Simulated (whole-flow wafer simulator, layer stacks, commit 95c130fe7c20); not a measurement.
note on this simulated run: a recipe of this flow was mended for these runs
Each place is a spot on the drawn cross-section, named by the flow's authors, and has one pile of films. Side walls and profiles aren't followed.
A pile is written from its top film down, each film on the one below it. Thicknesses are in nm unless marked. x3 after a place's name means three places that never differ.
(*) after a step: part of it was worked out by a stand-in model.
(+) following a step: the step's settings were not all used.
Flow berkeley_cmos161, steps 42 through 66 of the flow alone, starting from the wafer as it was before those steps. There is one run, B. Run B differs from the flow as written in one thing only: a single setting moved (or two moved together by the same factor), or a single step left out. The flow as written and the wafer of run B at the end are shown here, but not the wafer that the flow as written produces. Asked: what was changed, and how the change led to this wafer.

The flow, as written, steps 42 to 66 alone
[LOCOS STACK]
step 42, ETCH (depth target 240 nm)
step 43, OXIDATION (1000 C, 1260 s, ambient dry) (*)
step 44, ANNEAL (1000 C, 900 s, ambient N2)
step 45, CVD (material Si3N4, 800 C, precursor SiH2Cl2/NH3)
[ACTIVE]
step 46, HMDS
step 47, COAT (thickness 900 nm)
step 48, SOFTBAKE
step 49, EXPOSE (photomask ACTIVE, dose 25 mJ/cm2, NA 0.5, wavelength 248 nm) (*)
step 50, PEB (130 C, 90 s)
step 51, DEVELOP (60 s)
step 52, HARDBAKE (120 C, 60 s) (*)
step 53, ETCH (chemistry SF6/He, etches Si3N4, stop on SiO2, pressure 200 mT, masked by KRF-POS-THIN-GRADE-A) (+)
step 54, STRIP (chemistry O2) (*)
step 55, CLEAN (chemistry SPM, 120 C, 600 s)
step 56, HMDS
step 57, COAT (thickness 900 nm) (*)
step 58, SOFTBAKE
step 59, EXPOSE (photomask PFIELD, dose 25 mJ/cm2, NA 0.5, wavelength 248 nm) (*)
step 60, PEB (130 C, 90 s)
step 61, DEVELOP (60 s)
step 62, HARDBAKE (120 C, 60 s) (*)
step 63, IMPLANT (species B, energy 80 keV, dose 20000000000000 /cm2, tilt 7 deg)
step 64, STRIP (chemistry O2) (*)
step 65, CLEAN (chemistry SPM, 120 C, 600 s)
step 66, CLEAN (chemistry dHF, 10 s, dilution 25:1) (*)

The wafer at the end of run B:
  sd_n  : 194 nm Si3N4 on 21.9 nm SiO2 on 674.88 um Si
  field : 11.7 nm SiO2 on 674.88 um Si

Cause: step 43, OXIDATION: 981 C was run, though the flow has 1000 C.

The path from the change to this, step by step:
  step 43, OXIDATION (1000 C, 1260 s, ambient dry) (*)
      field, sd_n, spacer_n and 6 more: SiO2 gains 21.9 (new film), Si loses 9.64 (in the flow as written it would be: SiO2 gains 26.6 (new film), Si loses 11.7)
